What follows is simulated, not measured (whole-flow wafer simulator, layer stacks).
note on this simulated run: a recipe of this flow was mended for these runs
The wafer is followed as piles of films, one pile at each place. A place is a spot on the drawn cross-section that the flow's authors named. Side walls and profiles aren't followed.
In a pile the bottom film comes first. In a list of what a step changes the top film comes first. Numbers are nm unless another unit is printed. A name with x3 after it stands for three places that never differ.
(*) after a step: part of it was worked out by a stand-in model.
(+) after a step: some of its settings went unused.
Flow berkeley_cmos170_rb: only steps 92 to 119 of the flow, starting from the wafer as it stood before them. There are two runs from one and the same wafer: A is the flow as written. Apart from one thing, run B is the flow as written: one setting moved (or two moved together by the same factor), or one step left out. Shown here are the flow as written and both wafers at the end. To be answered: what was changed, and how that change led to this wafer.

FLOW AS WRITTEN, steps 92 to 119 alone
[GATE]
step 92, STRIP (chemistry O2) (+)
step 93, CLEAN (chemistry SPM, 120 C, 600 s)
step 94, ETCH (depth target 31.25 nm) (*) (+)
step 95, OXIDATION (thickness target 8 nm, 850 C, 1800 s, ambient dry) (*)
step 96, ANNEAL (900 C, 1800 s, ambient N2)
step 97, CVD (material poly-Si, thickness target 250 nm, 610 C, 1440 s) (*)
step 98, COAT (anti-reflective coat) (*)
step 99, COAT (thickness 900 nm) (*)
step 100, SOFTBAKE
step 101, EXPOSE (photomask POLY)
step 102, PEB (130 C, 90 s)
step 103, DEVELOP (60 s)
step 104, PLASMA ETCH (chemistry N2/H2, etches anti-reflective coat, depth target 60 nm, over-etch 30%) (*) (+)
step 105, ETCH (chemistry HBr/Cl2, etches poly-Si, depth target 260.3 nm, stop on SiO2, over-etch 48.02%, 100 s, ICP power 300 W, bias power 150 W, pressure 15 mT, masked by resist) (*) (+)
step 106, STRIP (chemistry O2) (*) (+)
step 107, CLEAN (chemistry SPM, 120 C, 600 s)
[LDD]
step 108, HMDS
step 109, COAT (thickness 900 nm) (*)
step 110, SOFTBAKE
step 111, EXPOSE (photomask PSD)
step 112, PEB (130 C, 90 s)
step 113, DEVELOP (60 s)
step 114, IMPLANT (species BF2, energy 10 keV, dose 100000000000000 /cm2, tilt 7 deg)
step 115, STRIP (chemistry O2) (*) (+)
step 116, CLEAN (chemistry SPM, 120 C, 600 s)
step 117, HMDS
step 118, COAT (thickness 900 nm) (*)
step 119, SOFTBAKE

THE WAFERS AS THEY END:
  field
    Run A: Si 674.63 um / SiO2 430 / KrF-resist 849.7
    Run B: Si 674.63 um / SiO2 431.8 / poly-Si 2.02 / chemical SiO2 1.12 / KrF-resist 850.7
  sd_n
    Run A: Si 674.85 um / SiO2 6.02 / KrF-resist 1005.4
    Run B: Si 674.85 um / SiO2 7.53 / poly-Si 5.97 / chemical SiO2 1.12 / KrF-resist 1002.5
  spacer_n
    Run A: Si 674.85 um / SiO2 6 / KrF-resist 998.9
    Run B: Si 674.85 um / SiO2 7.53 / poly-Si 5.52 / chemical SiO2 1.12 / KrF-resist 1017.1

The reason: step 97, CVD: thickness target 393 nm was run, though the flow has thickness target 250 nm; step 97, CVD: 2264 s was run, where the flow has 1440 s.

The path from the change to this, step by step:
  step 97, CVD (material poly-Si, thickness target 250 nm, 610 C, 1440 s) (*)
      field, sd_n, spacer_n and 6 more: A +250 poly-Si (new film) | B +393 poly-Si (new film)
  step 98, COAT (anti-reflective coat) (*)
      sd_n: A +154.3 anti-reflective coat (new film) | B +160.7 anti-reflective coat (new film)
      contact: A +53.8 anti-reflective coat (new film) | B +56.9 anti-reflective coat (new film)
  step 104, PLASMA ETCH (chemistry N2/H2, etches anti-reflective coat, depth target 60 nm, over-etch 30%) (*) (+)
      gate, gate_p: A -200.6 KrF-resist | B -208.9 KrF-resist
      sd_n: A -154.3 anti-reflective coat (all of it), -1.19 poly-Si | B -160.7 anti-reflective coat (all of it), -1.24 poly-Si
      (and at 1 other place as well)
  step 105, ETCH (chemistry HBr/Cl2, etches poly-Si, depth target 260.3 nm, stop on SiO2, over-etch 48.02%, 100 s, ICP power 300 W, bias power 150 W, pressure 15 mT, masked by resist) (*) (+)
      spacer_n, spacer_p: A -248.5 poly-Si (all of it), -1.53 SiO2 | B -385.3 poly-Si
      field: A -245 poly-Si (all of it), -1.8 SiO2 | B -385.3 poly-Si
      (and at 4 other places as well)
  step 106, STRIP (chemistry O2) (*) (+)
      field, sd_n, spacer_n, sd_p, spacer_p, contact, m1: A nothing | B +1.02 chemical SiO2 (new film), -0.45 poly-Si
  step 109, COAT (thickness 900 nm) (*)
      gate: A +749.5 KrF-resist (new film) | B +633.6 KrF-resist (new film)
      gate_p: A +745.7 KrF-resist (new film) | B +629.3 KrF-resist (new film)
  step 113, DEVELOP (60 s)
      gate_p: A -744.1 KrF-resist (all of it) | B -628 KrF-resist (all of it)
  step 115, STRIP (chemistry O2) (*) (+)
      gate: A -733 KrF-resist (all of it), +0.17 chemical SiO2 | B -617.4 KrF-resist (all of it), +0.17 chemical SiO2
  step 118, COAT (thickness 900 nm) (*)
      gate: A +748.7 KrF-resist (new film) | B +633.6 KrF-resist (new film)
      gate_p: A +744.7 KrF-resist (new film) | B +629.3 KrF-resist (new film)
